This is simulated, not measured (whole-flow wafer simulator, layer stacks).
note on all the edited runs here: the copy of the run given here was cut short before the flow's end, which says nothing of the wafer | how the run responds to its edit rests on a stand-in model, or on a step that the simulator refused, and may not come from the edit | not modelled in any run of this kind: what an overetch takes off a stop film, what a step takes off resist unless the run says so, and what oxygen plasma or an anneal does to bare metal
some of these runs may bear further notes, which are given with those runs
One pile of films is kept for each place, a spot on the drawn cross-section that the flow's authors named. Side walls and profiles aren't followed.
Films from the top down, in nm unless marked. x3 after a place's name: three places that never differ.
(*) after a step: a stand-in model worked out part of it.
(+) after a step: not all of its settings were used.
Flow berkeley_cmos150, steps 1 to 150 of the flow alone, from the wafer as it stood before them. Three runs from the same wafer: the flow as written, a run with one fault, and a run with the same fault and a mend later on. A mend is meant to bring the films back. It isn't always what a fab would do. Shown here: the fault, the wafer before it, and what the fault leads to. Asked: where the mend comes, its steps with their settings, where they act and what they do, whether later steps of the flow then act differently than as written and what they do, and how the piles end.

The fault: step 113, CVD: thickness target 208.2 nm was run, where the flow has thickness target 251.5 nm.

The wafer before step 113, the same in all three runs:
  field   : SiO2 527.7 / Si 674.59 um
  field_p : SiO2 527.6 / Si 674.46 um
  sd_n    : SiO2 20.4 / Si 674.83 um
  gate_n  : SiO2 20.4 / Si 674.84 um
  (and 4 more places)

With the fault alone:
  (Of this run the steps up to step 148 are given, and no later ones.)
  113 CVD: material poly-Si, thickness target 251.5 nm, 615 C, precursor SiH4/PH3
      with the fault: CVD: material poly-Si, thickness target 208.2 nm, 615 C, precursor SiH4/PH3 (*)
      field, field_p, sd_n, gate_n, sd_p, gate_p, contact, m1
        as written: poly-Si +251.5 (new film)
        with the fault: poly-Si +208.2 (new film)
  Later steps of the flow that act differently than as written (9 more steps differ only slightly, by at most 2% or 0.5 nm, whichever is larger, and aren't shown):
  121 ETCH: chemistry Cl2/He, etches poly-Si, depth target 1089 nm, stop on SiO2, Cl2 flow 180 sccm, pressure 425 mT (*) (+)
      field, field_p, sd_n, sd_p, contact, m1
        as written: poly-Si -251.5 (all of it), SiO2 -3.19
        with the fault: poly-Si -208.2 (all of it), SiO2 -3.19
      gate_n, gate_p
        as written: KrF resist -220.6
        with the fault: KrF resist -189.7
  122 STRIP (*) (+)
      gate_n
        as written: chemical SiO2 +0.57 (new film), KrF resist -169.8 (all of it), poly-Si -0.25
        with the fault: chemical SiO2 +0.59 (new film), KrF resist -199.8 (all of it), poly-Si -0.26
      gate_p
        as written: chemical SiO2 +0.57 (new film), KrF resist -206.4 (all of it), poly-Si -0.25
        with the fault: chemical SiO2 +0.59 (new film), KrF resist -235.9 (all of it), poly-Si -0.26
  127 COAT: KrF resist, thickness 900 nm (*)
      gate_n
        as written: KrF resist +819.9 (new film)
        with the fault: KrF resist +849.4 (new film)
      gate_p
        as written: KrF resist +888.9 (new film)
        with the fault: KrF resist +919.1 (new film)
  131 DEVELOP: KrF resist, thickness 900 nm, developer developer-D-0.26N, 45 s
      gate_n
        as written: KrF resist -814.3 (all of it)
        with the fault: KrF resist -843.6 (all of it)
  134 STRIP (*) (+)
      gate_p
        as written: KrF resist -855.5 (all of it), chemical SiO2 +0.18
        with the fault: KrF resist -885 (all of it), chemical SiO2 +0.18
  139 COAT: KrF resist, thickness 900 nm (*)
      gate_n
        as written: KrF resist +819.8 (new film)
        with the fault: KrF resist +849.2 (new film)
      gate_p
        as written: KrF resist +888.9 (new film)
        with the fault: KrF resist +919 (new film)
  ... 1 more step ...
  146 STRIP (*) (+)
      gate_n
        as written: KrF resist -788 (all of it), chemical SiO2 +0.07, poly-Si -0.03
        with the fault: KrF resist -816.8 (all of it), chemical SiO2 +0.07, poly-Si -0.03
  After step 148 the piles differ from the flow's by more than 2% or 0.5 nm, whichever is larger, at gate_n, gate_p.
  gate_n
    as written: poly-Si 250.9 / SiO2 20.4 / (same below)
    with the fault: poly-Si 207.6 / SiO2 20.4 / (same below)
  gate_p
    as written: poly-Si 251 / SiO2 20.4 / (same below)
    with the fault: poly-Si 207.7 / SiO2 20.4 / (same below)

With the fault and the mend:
  The mend comes after step 113.
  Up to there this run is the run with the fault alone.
  113a ETCH: chemistry tmah, depth target 239.4 nm
      field, field_p, sd_n, gate_n, sd_p, gate_p, contact, m1
        poly-Si -208.2 (all of it)
  113b CLEAN: chemistry SPM, 600 s (*) (the flow's step 108 once more)
      changes no film at any place that is followed
  113c CVD: material poly-Si, thickness target 251.5 nm, 615 C, precursor SiH4/PH3 (the flow's step 113 once more)
      field, field_p, sd_n, gate_n, sd_p, gate_p, contact, m1
        poly-Si +251.5 (new film)
  No later step of the flow acts differently than as written at any place that is followed.
  At the end the piles are the same as the flow's at every place that both follow.
